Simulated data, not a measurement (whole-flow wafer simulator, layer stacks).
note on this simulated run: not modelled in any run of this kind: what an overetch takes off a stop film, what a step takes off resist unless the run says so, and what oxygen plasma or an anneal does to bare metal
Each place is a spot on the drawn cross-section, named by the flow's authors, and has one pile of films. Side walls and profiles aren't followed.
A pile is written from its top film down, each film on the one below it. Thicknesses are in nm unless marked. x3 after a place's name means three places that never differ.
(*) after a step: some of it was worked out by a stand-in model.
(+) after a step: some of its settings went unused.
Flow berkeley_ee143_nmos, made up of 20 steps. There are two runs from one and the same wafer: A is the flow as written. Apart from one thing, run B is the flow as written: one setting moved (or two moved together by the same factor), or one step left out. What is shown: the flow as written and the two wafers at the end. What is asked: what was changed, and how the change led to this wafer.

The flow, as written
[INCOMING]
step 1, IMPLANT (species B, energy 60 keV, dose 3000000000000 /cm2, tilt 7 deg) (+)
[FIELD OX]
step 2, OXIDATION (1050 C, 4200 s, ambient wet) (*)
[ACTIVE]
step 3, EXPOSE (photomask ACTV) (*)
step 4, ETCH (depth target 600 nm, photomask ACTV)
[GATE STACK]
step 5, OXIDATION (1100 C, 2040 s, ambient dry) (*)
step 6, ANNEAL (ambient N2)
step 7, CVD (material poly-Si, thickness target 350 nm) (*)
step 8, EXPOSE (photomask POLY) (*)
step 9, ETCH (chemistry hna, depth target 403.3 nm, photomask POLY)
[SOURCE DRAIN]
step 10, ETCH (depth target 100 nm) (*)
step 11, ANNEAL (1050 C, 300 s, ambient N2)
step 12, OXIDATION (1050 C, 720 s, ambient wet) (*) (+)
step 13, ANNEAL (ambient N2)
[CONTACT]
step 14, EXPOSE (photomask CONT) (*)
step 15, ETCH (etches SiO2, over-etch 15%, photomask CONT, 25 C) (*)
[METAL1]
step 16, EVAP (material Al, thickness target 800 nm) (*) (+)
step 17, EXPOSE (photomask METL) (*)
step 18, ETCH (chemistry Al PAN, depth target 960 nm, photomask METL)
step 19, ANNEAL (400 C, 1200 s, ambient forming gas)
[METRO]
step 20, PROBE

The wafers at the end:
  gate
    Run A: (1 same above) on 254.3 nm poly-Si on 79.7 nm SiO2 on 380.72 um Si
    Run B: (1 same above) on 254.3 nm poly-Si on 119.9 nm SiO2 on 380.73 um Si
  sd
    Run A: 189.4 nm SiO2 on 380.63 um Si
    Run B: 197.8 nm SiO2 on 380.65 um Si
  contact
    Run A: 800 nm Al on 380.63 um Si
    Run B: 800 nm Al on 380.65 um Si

The reason: step 4, ETCH: depth target 489 nm was run, while the flow as written has depth target 600 nm.

How this came from the change, step by step:
  step 4, ETCH (depth target 600 nm, photomask ACTV)
      gate, sd, contact: A -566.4 SiO2 (all of it) | B -489 SiO2
  step 5, OXIDATION (1100 C, 2040 s, ambient dry) (*)
      gate, sd, contact: A +79.7 SiO2 (new film), -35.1 Si | B +42.6 SiO2, -18.7 Si
  step 10, ETCH (depth target 100 nm) (*)
      sd, contact: A -79.7 SiO2 (all of it) | B -100 SiO2
  step 12, OXIDATION (1050 C, 720 s, ambient wet) (*) (+)
      sd, contact: A +189.4 SiO2 (new film), -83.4 Si | B +177.8 SiO2, -78.2 Si
  step 15, ETCH (etches SiO2, over-etch 15%, photomask CONT, 25 C) (*)
      contact: A -189.4 SiO2 (all of it) | B -197.8 SiO2 (all of it)
